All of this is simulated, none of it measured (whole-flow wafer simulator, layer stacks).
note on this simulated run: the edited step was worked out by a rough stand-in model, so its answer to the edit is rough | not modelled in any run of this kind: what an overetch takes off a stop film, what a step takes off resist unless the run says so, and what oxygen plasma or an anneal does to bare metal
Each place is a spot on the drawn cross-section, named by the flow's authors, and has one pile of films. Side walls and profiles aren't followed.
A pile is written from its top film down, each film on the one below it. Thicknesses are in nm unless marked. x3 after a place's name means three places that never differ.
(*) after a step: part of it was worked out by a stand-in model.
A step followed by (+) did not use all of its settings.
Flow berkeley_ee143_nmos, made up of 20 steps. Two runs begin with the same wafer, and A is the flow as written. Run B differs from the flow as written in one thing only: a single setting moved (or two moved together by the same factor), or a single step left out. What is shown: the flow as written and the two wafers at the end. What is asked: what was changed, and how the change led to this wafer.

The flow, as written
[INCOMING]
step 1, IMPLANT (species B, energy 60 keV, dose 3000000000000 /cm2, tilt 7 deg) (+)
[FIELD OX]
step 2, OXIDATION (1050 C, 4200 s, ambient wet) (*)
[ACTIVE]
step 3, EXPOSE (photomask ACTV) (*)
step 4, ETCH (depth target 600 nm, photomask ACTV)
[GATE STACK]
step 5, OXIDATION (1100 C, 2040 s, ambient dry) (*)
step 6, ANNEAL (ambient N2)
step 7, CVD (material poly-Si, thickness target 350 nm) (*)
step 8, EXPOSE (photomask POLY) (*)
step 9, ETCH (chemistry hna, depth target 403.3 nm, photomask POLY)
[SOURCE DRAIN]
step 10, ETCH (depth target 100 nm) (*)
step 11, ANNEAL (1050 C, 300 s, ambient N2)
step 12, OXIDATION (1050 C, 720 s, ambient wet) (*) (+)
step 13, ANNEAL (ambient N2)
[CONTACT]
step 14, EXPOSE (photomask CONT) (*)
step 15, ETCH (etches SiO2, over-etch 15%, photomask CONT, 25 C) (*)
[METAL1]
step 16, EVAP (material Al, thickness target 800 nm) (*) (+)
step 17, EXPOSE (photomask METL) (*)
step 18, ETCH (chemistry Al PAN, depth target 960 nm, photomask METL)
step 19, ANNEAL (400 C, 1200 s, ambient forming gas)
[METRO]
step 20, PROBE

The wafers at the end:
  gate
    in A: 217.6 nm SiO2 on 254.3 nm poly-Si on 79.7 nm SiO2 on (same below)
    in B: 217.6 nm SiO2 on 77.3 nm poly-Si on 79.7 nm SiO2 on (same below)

The reason: step 7, CVD: thickness target 173 nm was run, while the flow as written has thickness target 350 nm.

Step by step, how the change led to this:
  step 7, CVD (material poly-Si, thickness target 350 nm) (*)
      gate, sd, contact, field: A poly-Si gains 350 (new film) | B poly-Si gains 173 (new film)
  step 9, ETCH (chemistry hna, depth target 403.3 nm, photomask POLY)
      sd, contact, field: A poly-Si loses 350 (all of it) | B poly-Si loses 173 (all of it)
